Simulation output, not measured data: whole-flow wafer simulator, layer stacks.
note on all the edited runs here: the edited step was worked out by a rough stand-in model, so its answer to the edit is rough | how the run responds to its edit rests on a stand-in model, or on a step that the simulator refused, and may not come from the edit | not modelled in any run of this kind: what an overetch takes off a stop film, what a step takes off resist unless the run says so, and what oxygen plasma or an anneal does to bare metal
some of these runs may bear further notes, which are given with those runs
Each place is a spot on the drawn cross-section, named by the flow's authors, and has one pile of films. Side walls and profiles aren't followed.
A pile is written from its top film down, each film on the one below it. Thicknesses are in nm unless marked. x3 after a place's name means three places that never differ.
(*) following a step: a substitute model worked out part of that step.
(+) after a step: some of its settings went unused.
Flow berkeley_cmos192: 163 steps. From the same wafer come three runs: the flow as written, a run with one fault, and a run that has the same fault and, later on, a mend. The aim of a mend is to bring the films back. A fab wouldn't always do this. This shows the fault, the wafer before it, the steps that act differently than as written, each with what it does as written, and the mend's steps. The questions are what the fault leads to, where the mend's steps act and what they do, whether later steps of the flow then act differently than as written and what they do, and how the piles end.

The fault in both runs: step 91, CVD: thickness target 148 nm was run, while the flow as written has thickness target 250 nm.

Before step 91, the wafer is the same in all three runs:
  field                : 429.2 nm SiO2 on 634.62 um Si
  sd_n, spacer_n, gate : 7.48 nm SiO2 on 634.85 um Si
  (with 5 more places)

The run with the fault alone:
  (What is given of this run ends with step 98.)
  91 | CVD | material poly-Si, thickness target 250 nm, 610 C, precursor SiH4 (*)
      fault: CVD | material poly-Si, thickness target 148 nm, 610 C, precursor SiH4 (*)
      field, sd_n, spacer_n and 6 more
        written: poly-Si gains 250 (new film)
        fault: poly-Si gains 148 (new film)
  Steps later in the flow that act otherwise than as written (2 other steps are not shown; they differ only slightly, by no more than 2% or 0.5 nm, whichever is larger):
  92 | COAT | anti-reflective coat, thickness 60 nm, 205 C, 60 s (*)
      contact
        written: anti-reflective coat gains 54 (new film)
        fault: anti-reflective coat gains 52.5 (new film)
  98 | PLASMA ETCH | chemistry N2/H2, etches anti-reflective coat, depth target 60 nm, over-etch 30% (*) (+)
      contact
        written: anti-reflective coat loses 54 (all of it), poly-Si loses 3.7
        fault: anti-reflective coat loses 52.5 (all of it), poly-Si loses 3.63
  The piles after step 98 differ from the flow's at field, sd_n, spacer_n and 6 more by more than 2% or 0.5 nm, whichever is larger.
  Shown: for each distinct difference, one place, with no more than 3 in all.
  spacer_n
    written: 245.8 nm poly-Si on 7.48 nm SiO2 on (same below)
    fault: 143.9 nm poly-Si on 7.48 nm SiO2 on (same below)
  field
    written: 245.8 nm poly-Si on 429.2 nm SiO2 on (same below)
    fault: 143.9 nm poly-Si on 429.2 nm SiO2 on (same below)
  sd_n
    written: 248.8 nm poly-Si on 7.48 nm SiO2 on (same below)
    fault: 146.9 nm poly-Si on 7.48 nm SiO2 on (same below)

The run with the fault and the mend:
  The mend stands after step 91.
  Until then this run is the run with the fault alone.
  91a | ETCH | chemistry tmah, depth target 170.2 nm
      field, sd_n, spacer_n and 6 more
        poly-Si loses 148 (all of it)
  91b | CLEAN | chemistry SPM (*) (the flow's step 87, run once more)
      alters no film at any place that is followed
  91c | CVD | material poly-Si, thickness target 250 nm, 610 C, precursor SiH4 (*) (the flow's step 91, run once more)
      field, sd_n, spacer_n and 6 more
        poly-Si gains 250 (new film)
  None of the later steps of the flow differs from how it acts as written, at any place that is followed, by more than 2% or 0.5 nm, whichever is larger.
  By the end, the piles equal the flow's at every place that both follow.
